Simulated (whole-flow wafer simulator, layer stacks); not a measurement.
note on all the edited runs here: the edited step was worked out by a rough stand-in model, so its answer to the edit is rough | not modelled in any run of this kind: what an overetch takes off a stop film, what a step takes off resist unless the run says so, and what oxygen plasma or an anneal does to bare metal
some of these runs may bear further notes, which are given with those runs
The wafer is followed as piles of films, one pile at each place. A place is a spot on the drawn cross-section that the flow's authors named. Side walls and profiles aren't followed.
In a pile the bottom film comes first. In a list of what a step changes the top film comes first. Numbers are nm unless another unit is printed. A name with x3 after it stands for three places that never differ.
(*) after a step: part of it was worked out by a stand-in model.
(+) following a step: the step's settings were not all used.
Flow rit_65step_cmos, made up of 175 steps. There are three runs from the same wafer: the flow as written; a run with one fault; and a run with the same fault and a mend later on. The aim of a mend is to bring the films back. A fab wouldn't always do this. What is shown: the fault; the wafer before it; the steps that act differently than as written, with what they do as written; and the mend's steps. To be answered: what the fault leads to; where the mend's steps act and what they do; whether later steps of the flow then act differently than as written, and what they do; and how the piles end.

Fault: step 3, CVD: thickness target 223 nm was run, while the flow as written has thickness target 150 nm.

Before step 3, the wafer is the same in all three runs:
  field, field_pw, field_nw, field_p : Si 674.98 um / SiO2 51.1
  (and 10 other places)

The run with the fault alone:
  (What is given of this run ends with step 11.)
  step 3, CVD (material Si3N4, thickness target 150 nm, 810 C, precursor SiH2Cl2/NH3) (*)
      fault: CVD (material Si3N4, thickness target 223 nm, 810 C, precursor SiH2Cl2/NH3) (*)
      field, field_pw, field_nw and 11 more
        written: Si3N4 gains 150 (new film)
        fault: Si3N4 gains 223 (new film)
  Every later step of the flow up to step 11 that is run acts as written at every place that is followed.
  The piles after step 11 differ from the flow's at field, field_pw, field_nw and 11 more by more than 2% or 0.5 nm, whichever is larger.
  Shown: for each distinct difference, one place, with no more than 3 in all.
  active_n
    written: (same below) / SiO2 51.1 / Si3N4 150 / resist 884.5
    fault: (same below) / SiO2 51.1 / Si3N4 223 / resist 884.5
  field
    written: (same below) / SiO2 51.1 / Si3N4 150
    fault: (same below) / SiO2 51.1 / Si3N4 223

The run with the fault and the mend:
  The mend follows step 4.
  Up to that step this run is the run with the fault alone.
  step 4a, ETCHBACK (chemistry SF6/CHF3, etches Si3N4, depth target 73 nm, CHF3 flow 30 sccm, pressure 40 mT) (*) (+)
      field, field_pw, field_nw and 11 more
        Si3N4 loses 73
  Every later step of the flow that is run acts as written at every place that is followed.
  By the end, the piles equal the flow's at every place that both follow.
